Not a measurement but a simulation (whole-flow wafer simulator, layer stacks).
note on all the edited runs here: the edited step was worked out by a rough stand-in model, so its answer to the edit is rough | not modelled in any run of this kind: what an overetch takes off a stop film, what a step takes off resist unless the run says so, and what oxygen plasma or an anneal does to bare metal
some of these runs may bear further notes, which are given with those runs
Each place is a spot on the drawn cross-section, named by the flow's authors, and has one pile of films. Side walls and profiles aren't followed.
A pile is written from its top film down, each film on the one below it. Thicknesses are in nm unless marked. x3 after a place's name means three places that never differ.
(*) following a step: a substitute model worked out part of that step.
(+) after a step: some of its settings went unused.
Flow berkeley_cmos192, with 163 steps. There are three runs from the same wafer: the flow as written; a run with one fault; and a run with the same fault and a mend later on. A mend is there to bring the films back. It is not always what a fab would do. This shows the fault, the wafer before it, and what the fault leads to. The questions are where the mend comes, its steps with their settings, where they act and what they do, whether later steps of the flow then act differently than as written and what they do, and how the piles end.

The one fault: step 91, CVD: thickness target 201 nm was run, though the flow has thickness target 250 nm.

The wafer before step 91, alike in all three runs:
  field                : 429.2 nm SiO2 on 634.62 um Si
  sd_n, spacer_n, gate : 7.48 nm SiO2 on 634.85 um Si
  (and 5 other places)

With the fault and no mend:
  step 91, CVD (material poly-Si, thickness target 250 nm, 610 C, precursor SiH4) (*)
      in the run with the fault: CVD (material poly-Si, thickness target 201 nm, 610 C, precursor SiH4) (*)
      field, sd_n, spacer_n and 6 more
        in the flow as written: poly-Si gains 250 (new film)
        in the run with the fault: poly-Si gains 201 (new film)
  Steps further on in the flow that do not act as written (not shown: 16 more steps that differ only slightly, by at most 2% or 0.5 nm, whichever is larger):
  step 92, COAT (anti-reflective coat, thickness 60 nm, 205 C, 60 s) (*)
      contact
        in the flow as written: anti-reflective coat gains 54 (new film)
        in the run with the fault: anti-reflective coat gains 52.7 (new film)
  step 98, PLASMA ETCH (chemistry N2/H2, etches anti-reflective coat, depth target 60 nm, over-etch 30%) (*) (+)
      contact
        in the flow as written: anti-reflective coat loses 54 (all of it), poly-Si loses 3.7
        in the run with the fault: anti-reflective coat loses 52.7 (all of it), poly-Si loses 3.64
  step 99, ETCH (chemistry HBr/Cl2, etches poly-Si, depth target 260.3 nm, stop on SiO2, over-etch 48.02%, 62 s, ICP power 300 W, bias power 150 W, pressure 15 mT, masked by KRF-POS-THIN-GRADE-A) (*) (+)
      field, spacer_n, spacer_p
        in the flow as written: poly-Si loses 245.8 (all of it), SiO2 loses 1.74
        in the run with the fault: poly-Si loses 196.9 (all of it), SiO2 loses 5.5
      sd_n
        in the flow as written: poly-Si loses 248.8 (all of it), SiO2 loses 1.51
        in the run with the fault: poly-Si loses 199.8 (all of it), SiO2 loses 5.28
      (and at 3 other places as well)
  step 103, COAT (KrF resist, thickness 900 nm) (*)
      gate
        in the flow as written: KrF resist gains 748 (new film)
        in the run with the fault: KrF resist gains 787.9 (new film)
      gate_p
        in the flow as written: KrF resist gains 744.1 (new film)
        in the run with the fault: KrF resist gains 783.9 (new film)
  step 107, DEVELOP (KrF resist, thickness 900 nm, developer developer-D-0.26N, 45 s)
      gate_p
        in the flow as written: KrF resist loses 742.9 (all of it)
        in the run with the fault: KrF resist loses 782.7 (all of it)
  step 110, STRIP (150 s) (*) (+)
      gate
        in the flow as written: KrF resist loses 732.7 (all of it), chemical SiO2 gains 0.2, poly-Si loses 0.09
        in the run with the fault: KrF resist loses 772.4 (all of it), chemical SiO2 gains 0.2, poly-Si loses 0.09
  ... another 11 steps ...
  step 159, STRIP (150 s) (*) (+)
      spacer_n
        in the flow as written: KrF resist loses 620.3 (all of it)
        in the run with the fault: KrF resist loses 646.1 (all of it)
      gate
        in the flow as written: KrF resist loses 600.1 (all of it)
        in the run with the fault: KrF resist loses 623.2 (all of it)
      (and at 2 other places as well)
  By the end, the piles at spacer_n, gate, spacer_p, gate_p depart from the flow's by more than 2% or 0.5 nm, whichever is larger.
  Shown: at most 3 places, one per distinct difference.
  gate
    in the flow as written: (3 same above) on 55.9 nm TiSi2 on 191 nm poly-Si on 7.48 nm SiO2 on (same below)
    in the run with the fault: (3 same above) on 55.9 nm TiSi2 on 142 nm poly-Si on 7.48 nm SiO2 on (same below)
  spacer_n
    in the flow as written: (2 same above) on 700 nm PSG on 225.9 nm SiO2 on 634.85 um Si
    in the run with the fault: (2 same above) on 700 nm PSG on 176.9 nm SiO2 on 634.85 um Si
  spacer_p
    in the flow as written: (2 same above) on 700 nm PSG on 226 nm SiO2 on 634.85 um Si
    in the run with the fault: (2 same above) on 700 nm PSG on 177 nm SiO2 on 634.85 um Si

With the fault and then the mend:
  After step 91 comes the mend.
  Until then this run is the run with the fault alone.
  step 91a, ETCH (chemistry tmah, depth target 231.2 nm)
      field, sd_n, spacer_n and 6 more
        poly-Si loses 201 (all of it)
  step 91b, CLEAN (chemistry SPM) (the flow's step 87, run once more)
      does not change any film at any place that is followed
  step 91c, CVD (material poly-Si, thickness target 250 nm, 610 C, precursor SiH4) (*) (the flow's step 91, run once more)
      field, sd_n, spacer_n and 6 more
        poly-Si gains 250 (new film)
  None of the later steps of the flow acts differently than as written at any place that is followed.
  The piles end the same as the flow's at every place that both follow.
